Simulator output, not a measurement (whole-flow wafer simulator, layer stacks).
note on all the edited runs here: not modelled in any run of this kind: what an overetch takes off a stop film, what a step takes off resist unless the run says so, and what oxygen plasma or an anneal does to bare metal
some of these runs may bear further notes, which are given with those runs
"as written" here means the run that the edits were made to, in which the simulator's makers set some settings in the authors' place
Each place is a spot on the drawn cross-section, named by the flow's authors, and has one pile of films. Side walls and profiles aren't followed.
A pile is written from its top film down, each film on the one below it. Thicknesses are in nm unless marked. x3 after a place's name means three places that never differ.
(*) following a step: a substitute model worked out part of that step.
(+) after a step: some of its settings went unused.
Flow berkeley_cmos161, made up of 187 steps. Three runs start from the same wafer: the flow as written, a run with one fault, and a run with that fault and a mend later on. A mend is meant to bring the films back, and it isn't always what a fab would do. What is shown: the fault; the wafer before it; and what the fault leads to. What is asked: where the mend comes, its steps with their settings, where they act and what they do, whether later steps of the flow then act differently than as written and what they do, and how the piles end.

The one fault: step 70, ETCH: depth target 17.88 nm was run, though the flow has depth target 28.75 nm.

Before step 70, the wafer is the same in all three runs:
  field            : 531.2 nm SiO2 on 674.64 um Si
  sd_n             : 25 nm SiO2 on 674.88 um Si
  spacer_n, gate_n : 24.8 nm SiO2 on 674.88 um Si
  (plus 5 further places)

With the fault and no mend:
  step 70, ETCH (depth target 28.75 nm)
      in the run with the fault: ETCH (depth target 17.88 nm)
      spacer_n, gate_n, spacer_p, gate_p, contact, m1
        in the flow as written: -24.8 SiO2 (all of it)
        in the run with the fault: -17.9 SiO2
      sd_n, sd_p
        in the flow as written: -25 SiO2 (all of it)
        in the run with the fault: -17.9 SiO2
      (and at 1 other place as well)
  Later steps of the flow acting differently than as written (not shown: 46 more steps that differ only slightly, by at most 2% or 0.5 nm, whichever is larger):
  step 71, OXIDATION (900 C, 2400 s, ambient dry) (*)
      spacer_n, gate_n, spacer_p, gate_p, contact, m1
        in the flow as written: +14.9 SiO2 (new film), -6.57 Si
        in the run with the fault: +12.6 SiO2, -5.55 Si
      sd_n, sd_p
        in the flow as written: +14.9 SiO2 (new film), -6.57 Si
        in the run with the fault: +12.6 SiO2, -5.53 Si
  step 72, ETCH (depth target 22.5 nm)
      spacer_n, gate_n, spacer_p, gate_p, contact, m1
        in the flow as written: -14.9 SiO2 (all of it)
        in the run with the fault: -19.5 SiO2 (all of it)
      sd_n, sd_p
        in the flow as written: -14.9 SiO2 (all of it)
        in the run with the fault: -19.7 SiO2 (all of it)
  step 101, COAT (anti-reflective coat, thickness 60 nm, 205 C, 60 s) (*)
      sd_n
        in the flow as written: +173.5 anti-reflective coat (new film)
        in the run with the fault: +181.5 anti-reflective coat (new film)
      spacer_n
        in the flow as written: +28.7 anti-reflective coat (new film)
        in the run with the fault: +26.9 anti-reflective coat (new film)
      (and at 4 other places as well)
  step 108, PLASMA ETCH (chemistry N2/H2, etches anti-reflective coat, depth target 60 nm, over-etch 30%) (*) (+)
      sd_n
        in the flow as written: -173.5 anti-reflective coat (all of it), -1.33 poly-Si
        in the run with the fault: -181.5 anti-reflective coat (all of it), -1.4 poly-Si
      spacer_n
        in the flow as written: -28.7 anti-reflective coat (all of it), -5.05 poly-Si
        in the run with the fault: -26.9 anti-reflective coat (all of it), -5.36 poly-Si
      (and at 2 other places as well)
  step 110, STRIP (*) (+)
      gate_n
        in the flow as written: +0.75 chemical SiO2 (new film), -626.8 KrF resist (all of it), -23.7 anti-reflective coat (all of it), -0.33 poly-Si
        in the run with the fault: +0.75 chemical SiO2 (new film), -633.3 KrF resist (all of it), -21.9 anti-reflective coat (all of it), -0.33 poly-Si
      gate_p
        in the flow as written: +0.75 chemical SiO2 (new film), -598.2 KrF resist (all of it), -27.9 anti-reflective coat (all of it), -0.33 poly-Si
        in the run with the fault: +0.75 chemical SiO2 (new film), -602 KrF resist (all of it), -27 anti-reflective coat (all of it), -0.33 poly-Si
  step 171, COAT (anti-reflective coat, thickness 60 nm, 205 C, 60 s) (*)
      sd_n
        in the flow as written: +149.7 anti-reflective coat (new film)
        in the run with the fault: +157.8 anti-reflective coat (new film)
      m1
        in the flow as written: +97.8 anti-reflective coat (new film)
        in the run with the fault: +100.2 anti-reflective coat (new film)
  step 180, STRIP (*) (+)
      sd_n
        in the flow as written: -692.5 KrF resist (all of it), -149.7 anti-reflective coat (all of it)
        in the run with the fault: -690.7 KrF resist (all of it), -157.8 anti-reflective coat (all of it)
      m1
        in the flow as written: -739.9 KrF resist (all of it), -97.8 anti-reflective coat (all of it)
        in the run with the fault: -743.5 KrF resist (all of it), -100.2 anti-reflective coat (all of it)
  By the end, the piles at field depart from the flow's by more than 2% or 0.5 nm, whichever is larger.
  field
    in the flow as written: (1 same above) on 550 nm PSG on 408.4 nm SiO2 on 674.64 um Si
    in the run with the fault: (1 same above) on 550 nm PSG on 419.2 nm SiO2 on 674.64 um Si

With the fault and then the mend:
  The mend stands after step 70.
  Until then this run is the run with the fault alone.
  step 70a, ETCH (depth target 10.87 nm) (the flow's step 70, run once more with other settings)
      spacer_n, gate_n, spacer_p, gate_p, contact, m1
        -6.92 SiO2 (all of it)
      sd_n, sd_p
        -7.16 SiO2 (all of it)
      field
        -10.9 SiO2
  Later steps of the flow that are run all act as written at every place that is followed.
  At every place that both follow, the piles at the end match the flow's.
